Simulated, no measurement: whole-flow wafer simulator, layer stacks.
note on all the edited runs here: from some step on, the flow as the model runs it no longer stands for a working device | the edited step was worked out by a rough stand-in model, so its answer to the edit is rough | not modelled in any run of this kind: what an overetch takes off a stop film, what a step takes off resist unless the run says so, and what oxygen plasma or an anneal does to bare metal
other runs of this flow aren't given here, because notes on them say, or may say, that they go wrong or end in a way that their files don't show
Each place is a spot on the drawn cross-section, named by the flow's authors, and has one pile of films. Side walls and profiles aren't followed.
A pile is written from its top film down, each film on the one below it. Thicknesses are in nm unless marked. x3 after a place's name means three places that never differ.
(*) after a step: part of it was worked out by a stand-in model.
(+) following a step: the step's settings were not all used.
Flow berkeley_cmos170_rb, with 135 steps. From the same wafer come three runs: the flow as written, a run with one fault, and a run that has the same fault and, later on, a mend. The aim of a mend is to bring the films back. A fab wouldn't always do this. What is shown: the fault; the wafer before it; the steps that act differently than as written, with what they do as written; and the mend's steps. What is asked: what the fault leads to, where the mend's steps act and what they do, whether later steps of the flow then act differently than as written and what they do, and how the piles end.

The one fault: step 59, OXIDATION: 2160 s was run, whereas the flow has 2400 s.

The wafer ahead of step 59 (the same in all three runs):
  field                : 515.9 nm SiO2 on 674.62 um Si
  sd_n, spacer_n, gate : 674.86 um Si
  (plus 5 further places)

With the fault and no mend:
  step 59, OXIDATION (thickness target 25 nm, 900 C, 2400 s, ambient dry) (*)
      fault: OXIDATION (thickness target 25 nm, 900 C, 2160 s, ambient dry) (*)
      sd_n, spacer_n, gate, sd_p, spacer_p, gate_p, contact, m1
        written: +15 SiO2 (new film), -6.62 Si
        fault: +14.1 SiO2 (new film), -6.19 Si
  Steps later in the flow that act otherwise than as written (29 other steps are not shown; they differ only slightly, by no more than 2% or 0.5 nm, whichever is larger):
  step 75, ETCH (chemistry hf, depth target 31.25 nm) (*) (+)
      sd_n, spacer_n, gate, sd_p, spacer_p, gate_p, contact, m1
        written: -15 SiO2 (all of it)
        fault: -14.1 SiO2 (all of it)
  At the end the piles are close to the flow's at the places that both follow, differing by at most 2% or 0.5 nm, whichever is larger.

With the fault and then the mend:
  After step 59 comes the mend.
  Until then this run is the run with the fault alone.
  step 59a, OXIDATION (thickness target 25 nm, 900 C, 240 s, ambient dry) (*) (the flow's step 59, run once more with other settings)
      sd_n, spacer_n, gate, sd_p, spacer_p, gate_p, contact, m1
        +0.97 SiO2, -0.43 Si
      field
        +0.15 SiO2, -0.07 Si
  None of the later steps of the flow acts differently than as written at any place that is followed.
  At every place that both follow, the piles at the end match the flow's.
